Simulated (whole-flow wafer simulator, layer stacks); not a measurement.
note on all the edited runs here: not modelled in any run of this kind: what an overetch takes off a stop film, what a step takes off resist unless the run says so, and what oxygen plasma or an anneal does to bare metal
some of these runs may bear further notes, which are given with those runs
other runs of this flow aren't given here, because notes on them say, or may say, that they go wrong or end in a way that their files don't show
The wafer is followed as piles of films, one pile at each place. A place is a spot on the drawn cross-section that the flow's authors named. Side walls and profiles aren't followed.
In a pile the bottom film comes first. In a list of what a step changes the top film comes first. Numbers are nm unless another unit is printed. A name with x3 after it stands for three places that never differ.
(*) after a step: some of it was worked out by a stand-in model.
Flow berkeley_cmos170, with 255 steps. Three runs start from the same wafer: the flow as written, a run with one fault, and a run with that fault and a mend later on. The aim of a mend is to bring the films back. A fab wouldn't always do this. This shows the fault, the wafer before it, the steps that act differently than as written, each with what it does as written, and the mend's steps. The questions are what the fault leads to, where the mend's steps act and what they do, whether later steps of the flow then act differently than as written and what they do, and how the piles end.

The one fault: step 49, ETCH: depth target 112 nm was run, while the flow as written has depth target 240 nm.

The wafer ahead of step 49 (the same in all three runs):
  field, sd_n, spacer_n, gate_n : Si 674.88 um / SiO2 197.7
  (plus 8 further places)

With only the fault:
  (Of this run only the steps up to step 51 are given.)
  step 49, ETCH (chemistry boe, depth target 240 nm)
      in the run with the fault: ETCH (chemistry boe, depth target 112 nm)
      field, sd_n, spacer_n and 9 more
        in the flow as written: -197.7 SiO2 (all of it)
        in the run with the fault: -112 SiO2
  Later steps of the flow acting differently than as written:
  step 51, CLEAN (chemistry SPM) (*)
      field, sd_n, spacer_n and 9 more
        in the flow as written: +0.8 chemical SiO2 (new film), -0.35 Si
        in the run with the fault: nothing
  After step 51, at field, sd_n, spacer_n and 9 more, the piles differ from the flow's by more than 2% or 0.5 nm, whichever is larger.
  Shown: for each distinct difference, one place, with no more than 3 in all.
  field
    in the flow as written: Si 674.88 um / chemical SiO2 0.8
    in the run with the fault: Si 674.88 um / SiO2 85.7

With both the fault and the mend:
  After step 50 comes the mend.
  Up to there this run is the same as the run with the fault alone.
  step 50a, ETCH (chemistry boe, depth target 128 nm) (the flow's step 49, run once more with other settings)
      field, sd_n, spacer_n and 9 more
        -85.7 SiO2 (all of it)
  None of the later steps of the flow acts differently than as written at any place that is followed.
  At every place that both follow, the piles at the end match the flow's.
